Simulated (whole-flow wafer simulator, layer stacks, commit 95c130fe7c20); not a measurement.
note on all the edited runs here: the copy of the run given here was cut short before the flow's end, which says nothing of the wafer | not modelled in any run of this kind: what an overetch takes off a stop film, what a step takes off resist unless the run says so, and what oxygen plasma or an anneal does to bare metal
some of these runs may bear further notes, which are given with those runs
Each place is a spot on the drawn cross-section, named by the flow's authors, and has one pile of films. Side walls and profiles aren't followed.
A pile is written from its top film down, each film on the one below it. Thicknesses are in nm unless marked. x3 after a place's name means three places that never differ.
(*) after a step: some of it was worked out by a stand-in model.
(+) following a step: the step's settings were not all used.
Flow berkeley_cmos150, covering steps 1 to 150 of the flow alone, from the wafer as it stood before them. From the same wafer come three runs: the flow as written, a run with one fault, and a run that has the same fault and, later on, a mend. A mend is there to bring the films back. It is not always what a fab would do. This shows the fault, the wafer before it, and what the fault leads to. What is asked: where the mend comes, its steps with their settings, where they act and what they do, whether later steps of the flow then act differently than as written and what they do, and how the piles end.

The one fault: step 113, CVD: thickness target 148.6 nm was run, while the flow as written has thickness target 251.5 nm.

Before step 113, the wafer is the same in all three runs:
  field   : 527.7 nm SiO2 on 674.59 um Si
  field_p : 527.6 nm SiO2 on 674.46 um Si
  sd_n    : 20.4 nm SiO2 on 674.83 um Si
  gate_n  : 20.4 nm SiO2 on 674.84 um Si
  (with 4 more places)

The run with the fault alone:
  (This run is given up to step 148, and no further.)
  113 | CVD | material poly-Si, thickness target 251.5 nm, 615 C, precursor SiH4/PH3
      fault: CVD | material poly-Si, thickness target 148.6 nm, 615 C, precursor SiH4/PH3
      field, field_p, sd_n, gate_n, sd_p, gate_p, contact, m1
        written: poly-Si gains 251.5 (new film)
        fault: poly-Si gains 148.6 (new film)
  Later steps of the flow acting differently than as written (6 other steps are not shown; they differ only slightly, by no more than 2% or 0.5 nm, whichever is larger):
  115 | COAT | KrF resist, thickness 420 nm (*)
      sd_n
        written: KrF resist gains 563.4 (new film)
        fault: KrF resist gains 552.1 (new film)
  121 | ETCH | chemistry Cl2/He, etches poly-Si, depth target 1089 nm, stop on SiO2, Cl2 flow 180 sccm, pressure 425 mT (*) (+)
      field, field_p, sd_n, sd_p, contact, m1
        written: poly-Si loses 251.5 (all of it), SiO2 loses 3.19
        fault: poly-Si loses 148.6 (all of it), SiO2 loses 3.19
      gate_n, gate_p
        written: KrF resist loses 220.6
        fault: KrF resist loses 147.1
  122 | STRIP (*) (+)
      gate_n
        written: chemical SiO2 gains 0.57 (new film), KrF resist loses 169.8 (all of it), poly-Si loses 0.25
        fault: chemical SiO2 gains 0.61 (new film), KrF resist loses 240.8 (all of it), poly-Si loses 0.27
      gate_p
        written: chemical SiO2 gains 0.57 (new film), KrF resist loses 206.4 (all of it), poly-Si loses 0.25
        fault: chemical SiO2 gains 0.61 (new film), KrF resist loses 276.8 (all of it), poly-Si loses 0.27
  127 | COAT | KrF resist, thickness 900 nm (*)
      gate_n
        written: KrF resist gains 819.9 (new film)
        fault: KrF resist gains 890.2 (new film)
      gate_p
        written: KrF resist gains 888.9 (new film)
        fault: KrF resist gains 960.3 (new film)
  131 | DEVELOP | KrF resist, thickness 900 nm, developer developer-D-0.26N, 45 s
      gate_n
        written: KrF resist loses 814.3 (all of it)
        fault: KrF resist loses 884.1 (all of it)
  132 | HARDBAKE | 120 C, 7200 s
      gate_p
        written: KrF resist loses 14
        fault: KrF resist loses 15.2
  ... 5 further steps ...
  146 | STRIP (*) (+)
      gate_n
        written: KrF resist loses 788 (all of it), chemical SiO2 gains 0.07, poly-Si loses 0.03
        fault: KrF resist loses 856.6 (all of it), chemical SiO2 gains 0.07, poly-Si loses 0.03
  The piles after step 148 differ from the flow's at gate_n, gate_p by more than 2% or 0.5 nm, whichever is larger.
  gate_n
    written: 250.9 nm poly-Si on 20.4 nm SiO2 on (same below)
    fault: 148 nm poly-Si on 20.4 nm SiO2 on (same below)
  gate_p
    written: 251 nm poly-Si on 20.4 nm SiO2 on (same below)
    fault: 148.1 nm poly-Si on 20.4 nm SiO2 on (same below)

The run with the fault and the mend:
  The mend follows step 113.
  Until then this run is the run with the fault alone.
  113a | ETCH | chemistry tmah, depth target 170.9 nm
      field, field_p, sd_n, gate_n, sd_p, gate_p, contact, m1
        poly-Si loses 148.6 (all of it)
  113b | CLEAN | chemistry SPM, 600 s (*) (a further turn of the flow's step 108)
      alters no film at any place that is followed
  113c | CVD | material poly-Si, thickness target 251.5 nm, 615 C, precursor SiH4/PH3 (a further turn of the flow's step 113)
      field, field_p, sd_n, gate_n, sd_p, gate_p, contact, m1
        poly-Si gains 251.5 (new film)
  None of the later steps of the flow acts differently than as written at any place that is followed.
  The piles end the same as the flow's at every place that both follow.
